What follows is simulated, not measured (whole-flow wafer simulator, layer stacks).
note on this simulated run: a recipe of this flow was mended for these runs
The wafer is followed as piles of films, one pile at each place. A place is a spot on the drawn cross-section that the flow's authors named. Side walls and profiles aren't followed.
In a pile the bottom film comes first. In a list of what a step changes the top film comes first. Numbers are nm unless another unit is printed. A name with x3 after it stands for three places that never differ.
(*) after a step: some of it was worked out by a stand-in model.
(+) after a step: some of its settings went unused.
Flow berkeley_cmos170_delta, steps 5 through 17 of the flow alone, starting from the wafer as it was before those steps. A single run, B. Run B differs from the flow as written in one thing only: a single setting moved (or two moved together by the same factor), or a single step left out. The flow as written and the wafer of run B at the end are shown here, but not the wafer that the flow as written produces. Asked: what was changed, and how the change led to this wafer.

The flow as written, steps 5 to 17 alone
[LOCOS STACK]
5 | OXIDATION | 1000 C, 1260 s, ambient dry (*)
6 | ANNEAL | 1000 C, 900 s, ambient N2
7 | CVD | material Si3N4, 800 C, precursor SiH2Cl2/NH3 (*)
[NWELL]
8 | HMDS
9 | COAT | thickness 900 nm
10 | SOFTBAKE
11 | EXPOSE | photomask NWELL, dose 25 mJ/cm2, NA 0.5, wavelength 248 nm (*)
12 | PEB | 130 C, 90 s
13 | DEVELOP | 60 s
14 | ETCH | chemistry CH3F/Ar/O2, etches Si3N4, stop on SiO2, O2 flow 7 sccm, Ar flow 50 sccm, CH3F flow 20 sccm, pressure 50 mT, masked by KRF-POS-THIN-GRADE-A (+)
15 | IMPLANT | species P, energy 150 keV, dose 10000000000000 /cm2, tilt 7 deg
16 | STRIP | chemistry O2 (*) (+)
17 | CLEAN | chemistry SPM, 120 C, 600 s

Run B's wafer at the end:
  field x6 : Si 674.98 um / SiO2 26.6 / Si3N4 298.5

Cause: step 7, CVD: 820 C was run, whereas the flow has 800 C.

Step by step, how the change led to this:
  7 | CVD | material Si3N4, 800 C, precursor SiH2Cl2/NH3 (*)
      field x6, sd_p x3: Si3N4 gains 298.5 (new film) (as written it would have been: Si3N4 gains 233.4 (new film))
  14 | ETCH | chemistry CH3F/Ar/O2, etches Si3N4, stop on SiO2, O2 flow 7 sccm, Ar flow 50 sccm, CH3F flow 20 sccm, pressure 50 mT, masked by KRF-POS-THIN-GRADE-A (+)
      field x6: KrF-resist loses 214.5 (as written it would have been: KrF-resist loses 171.2)
      sd_p x3: Si3N4 loses 298.5 (all of it), SiO2 loses 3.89 (as written it would have been: Si3N4 loses 233.4 (all of it), SiO2 loses 3.89)
  16 | STRIP | chemistry O2 (*) (+)
      field x6: KrF-resist loses 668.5 (all of it) (as written it would have been: KrF-resist loses 711.9 (all of it))
